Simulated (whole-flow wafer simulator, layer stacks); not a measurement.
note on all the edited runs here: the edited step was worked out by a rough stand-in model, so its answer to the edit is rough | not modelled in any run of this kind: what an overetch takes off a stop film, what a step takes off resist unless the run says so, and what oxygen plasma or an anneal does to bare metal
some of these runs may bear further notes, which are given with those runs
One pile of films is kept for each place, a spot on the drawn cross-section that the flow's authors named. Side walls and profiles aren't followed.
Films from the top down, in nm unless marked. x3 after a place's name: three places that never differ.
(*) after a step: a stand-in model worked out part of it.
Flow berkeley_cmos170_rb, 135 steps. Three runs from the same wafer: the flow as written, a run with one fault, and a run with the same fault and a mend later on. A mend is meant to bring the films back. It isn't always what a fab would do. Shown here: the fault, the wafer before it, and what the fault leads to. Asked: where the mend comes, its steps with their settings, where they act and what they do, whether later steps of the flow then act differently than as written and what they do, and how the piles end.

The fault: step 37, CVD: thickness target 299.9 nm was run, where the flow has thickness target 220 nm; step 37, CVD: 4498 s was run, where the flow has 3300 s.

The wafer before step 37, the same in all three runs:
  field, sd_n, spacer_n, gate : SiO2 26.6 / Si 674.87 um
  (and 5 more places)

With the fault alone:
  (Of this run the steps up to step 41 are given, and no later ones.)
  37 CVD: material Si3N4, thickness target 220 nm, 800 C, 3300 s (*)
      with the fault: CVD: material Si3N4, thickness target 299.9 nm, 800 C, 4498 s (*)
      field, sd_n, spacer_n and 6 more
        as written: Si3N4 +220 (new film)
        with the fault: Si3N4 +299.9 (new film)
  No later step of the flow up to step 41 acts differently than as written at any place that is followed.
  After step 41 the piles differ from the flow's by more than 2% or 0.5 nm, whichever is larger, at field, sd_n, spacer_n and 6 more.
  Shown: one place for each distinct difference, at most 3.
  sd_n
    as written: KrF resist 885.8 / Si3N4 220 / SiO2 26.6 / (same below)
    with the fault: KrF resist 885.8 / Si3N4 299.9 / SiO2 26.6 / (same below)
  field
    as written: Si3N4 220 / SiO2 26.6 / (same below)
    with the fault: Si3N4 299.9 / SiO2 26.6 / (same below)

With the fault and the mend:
  The mend comes after step 37.
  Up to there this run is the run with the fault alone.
  37a ETCH: chemistry h3po4, depth target 344.8 nm (the flow's step 30 once more, with other settings)
      field, sd_n, spacer_n and 6 more
        Si3N4 -299.9 (all of it)
  37b CLEAN (*)
      changes no film at any place that is followed
  37c CVD: material Si3N4, thickness target 220 nm, 800 C, 3300 s (*) (the flow's step 37 once more)
      field, sd_n, spacer_n and 6 more
        Si3N4 +220 (new film)
  No later step of the flow acts differently than as written at any place that is followed.
  At the end the piles are the same as the flow's at every place that both follow.
